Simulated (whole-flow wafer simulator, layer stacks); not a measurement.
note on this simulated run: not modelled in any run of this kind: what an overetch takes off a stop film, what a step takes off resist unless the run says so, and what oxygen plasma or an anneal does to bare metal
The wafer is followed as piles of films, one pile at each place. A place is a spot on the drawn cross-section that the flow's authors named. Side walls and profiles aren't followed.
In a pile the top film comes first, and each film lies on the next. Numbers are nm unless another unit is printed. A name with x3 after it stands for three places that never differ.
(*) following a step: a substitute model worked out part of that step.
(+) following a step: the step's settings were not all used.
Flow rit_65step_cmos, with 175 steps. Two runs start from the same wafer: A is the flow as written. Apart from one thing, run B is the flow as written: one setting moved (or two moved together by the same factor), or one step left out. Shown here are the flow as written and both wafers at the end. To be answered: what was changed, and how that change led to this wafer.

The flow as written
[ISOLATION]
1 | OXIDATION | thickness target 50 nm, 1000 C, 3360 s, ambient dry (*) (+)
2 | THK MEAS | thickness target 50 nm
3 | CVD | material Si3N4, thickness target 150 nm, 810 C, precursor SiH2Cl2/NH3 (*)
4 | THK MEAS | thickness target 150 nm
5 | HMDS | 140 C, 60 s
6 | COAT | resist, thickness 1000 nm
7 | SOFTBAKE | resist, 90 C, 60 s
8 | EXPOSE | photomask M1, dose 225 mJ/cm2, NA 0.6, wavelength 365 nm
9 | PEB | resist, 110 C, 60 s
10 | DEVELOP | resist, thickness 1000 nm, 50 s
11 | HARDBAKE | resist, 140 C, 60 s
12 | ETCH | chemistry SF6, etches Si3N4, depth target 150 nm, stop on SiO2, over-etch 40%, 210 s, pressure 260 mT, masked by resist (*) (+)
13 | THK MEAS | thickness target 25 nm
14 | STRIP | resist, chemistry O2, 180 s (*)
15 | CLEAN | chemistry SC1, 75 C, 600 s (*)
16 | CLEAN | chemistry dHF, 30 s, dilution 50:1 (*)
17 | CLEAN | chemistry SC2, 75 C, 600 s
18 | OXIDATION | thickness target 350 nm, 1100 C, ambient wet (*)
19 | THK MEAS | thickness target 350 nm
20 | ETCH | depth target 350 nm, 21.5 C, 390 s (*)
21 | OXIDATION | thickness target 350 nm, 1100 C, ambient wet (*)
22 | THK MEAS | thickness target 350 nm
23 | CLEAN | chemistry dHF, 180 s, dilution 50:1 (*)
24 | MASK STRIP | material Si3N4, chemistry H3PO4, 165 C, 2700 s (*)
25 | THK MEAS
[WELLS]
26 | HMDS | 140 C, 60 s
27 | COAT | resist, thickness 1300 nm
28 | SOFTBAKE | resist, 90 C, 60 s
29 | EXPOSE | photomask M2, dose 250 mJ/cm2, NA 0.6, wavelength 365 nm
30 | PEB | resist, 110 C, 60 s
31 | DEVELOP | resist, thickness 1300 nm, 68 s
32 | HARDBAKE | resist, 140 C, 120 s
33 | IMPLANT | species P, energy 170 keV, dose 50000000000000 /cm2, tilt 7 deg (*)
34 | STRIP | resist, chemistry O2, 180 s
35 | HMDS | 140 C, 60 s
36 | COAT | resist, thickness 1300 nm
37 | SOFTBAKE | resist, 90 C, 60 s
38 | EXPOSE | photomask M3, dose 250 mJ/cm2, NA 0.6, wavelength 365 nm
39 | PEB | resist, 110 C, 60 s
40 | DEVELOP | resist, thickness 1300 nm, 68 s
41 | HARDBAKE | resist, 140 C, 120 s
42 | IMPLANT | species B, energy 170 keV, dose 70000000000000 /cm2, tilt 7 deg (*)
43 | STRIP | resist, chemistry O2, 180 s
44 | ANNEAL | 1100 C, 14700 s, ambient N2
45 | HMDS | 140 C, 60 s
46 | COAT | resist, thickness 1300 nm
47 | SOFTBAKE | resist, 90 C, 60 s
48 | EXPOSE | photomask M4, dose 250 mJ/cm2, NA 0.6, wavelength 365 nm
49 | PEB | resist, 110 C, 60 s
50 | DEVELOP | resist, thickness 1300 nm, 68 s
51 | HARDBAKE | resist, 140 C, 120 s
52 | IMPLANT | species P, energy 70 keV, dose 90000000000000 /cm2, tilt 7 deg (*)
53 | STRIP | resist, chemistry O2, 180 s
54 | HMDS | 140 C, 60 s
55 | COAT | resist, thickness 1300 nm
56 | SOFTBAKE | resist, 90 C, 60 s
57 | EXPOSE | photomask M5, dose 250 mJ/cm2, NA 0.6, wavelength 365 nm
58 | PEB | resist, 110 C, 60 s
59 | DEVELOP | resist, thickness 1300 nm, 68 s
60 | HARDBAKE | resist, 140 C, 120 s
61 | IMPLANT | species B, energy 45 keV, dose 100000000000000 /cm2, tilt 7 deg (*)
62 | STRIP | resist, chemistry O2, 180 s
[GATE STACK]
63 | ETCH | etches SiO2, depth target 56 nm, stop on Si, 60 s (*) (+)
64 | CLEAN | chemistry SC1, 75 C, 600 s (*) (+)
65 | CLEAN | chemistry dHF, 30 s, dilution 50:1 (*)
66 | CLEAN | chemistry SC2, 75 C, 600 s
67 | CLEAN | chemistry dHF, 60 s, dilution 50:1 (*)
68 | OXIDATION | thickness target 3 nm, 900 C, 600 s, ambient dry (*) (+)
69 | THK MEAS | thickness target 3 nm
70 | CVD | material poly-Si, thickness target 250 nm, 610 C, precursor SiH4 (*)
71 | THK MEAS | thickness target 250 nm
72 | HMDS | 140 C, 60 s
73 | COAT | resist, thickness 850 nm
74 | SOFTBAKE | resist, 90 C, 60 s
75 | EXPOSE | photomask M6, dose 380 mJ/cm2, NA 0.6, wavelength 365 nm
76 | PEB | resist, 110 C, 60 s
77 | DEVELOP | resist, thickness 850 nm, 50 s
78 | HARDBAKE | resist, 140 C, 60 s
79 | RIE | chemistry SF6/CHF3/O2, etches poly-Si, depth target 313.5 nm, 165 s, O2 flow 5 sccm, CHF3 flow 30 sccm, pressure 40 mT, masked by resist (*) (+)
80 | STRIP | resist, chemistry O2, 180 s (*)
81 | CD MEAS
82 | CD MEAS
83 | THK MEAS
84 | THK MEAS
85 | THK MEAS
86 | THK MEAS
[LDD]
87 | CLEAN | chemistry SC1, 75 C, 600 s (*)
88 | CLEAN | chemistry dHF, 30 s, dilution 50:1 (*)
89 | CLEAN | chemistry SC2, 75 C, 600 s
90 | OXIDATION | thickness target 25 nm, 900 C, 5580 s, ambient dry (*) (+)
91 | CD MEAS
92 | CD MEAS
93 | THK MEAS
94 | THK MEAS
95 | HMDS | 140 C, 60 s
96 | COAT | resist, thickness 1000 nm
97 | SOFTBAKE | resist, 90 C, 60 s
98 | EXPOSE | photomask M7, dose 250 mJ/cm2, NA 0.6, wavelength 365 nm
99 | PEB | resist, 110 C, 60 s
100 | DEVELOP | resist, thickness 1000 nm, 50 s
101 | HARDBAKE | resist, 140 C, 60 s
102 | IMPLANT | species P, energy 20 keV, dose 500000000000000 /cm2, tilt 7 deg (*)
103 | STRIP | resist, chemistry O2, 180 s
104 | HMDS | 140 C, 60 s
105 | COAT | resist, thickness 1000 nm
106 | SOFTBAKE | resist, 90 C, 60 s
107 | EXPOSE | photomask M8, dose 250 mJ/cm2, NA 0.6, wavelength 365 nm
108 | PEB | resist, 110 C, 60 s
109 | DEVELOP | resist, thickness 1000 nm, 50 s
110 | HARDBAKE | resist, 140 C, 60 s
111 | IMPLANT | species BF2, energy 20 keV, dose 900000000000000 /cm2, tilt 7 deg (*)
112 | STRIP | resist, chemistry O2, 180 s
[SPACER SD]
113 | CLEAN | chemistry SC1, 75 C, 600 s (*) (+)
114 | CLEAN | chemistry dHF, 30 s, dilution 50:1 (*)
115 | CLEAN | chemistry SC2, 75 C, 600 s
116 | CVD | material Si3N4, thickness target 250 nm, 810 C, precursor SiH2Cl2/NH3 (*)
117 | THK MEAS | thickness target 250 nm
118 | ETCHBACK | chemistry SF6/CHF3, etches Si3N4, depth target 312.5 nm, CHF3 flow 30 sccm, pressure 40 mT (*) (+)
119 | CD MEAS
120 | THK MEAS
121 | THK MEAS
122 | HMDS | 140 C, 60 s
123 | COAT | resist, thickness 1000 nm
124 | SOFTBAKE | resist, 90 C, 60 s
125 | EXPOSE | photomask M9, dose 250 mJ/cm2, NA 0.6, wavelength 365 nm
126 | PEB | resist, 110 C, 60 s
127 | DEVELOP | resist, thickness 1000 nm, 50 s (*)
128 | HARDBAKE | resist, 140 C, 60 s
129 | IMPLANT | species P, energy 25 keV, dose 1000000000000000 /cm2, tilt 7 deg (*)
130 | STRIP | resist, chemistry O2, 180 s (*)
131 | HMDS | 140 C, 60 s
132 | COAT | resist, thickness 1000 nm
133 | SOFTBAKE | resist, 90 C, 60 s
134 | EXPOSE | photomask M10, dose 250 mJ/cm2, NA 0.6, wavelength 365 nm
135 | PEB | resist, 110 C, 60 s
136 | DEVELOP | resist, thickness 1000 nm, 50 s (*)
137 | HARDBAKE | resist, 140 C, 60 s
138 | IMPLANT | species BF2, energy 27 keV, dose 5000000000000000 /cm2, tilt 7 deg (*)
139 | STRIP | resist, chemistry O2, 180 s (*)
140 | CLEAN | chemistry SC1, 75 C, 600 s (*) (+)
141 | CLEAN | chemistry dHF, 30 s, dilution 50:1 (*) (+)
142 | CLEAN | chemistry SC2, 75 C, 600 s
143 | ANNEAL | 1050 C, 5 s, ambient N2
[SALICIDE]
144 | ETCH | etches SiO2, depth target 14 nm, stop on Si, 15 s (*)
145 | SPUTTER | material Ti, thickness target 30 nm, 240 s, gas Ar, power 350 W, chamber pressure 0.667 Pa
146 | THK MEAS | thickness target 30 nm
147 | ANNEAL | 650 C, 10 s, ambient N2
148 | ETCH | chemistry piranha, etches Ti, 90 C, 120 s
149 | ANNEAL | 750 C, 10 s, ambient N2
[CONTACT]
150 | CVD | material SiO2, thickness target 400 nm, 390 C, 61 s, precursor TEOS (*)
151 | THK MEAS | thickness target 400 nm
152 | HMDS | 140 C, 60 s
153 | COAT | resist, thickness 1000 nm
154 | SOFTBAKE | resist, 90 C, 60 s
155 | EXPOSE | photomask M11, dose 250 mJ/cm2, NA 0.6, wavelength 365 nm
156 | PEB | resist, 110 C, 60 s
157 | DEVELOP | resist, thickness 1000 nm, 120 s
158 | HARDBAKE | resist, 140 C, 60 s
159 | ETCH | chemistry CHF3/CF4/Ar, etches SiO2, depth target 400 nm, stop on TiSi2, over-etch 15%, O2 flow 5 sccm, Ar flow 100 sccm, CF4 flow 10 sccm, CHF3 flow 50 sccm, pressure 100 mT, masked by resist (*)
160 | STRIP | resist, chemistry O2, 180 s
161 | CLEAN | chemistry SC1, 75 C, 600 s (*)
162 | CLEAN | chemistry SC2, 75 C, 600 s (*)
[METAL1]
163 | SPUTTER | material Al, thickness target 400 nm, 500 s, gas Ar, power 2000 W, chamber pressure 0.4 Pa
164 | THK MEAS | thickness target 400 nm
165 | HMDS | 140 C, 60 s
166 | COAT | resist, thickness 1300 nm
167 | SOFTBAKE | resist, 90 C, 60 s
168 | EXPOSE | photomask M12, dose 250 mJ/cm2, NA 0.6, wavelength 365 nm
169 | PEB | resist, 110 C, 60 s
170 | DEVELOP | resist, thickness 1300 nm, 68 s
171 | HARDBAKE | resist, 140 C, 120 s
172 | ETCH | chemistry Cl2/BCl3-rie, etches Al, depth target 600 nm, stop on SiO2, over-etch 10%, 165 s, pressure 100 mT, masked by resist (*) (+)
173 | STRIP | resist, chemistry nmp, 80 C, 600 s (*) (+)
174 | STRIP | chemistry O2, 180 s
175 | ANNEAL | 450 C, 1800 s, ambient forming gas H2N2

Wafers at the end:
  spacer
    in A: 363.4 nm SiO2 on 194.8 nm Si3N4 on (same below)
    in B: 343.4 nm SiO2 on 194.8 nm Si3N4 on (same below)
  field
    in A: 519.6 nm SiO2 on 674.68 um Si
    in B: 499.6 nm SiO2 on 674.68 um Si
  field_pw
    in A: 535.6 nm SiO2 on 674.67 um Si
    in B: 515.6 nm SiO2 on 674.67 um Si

Cause: step 163, SPUTTER: thickness target 240 nm was run, while the flow as written has thickness target 400 nm.

How this came from the change, step by step:
  163 | SPUTTER | material Al, thickness target 400 nm, 500 s, gas Ar, power 2000 W, chamber pressure 0.4 Pa
      field, field_p, spacer, spacer_p: A +400 Al (new film) | B +240 Al (new film)
      gate_n, gate_p: A +396 Al (new film) | B +240 Al (new film)
      (also at 2 further places)
  172 | ETCH | chemistry Cl2/BCl3-rie, etches Al, depth target 600 nm, stop on SiO2, over-etch 10%, 165 s, pressure 100 mT, masked by resist (*) (+)
      field, field_p, spacer, spacer_p: A -400 Al (all of it), -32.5 SiO2 | B -240 Al (all of it), -52.5 SiO2
      gate_n, gate_p: A -396 Al (all of it), -33 SiO2 | B -240 Al (all of it), -52.5 SiO2
      (also at 2 further places)
